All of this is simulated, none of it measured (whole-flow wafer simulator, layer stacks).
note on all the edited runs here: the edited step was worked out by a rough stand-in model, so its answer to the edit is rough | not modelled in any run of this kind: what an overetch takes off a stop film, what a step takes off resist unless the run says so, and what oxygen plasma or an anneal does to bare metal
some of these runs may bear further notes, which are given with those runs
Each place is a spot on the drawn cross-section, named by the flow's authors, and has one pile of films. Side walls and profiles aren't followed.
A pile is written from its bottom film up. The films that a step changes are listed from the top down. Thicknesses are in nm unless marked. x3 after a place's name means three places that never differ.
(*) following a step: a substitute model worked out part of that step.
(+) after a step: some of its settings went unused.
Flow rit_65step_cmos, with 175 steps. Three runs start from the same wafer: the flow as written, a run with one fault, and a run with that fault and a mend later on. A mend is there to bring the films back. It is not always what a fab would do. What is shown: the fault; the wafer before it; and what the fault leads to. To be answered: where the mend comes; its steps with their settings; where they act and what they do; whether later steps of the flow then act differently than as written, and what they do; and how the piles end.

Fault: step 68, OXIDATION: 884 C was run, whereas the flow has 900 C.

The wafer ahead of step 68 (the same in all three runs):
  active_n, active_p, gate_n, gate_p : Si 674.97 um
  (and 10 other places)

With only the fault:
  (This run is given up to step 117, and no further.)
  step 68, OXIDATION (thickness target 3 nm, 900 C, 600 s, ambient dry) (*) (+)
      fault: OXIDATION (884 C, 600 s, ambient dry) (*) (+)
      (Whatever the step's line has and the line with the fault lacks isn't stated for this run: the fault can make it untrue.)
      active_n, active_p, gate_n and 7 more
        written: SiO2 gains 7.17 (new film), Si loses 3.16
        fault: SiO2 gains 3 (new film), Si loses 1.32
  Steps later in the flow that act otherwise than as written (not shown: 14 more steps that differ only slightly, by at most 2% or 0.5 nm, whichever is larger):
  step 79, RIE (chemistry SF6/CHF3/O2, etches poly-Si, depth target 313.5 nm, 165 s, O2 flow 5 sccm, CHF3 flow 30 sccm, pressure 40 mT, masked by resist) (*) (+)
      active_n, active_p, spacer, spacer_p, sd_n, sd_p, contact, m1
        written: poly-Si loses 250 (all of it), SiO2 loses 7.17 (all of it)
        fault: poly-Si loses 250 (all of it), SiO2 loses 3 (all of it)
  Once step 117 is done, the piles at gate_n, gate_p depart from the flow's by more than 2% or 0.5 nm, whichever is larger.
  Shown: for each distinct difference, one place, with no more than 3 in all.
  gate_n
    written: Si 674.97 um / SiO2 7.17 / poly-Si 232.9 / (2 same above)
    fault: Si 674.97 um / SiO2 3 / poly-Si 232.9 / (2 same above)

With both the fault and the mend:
  The mend follows step 69.
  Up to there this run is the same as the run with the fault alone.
  step 69a, OXIDATION (900 C, 488.4 s, ambient dry) (*) (+) (the flow's step 68 again, with other settings)
      active_n, active_p, gate_n and 7 more
        SiO2 gains 4, Si loses 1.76
  Later steps of the flow that are run all act as written at every place that is followed, up to a difference of at most 2% or 0.5 nm, whichever is larger.
  At the end the piles are close to the flow's at the places that both follow, differing by at most 2% or 0.5 nm, whichever is larger.
